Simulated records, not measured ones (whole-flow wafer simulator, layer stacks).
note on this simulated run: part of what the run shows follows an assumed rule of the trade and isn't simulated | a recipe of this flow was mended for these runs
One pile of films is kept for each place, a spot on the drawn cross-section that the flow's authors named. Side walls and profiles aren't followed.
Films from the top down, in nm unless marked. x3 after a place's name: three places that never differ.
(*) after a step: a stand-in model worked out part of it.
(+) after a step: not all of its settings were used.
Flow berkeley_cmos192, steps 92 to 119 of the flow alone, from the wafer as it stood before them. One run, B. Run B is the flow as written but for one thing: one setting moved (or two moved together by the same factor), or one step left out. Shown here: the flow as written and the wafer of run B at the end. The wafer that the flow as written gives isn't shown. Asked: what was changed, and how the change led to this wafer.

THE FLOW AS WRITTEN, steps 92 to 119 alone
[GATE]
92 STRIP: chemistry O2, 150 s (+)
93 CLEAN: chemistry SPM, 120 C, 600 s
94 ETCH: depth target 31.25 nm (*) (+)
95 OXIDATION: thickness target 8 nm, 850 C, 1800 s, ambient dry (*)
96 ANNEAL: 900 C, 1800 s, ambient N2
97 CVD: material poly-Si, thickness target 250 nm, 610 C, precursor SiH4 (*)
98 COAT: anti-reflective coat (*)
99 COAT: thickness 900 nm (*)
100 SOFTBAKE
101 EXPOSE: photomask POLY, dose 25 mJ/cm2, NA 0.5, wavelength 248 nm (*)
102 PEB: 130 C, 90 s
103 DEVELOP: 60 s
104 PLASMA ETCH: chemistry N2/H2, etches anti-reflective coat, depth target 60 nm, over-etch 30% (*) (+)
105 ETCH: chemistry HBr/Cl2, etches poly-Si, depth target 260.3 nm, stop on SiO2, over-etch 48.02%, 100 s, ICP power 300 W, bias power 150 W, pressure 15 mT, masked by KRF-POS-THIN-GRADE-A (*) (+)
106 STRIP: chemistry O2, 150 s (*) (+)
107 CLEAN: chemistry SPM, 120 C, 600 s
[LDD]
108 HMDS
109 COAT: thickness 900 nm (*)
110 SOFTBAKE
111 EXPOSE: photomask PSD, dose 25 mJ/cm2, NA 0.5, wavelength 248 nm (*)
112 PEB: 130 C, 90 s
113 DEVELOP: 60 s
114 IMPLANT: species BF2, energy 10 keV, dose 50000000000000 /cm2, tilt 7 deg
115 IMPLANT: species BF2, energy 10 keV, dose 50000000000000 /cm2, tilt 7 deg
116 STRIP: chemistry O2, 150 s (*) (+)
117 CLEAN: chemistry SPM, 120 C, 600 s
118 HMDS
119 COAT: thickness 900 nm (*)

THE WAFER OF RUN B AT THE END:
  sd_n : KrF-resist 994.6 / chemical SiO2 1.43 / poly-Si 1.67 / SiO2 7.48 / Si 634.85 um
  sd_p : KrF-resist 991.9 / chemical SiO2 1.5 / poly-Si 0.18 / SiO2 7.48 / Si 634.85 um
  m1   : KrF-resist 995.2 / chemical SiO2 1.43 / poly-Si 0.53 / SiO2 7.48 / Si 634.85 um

The cause: step 105, ETCH: depth target 166.6 nm was run, where the flow has depth target 260.3 nm; step 105, ETCH: 64 s was run, where the flow has 100 s.

How the change led to this, step by step:
  105 ETCH: chemistry HBr/Cl2, etches poly-Si, depth target 260.3 nm, stop on SiO2, over-etch 48.02%, 100 s, ICP power 300 W, bias power 150 W, pressure 15 mT, masked by KRF-POS-THIN-GRADE-A (*) (+)
      spacer_n, spacer_p: poly-Si -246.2 (all of it) (as written it would be: poly-Si -246.2 (all of it), SiO2 -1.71)
      field: poly-Si -246.1 (all of it) (as written it would be: poly-Si -246.1 (all of it), SiO2 -1.71)
      (and at 6 more places)
  106 STRIP: chemistry O2, 150 s (*) (+)
      sd_n, sd_p, m1: chemical SiO2 +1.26 (new film), poly-Si -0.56 (as written it would be: nothing)
      gate: chemical SiO2 +1.16 (new film), KrF-resist -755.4 (all of it), anti-reflective coat -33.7 (all of it), poly-Si -0.51 (as written it would be: chemical SiO2 +1.16 (new film), KrF-resist -709.2 (all of it), anti-reflective coat -33.7 (all of it), poly-Si -0.51)
      (and at 1 more place)
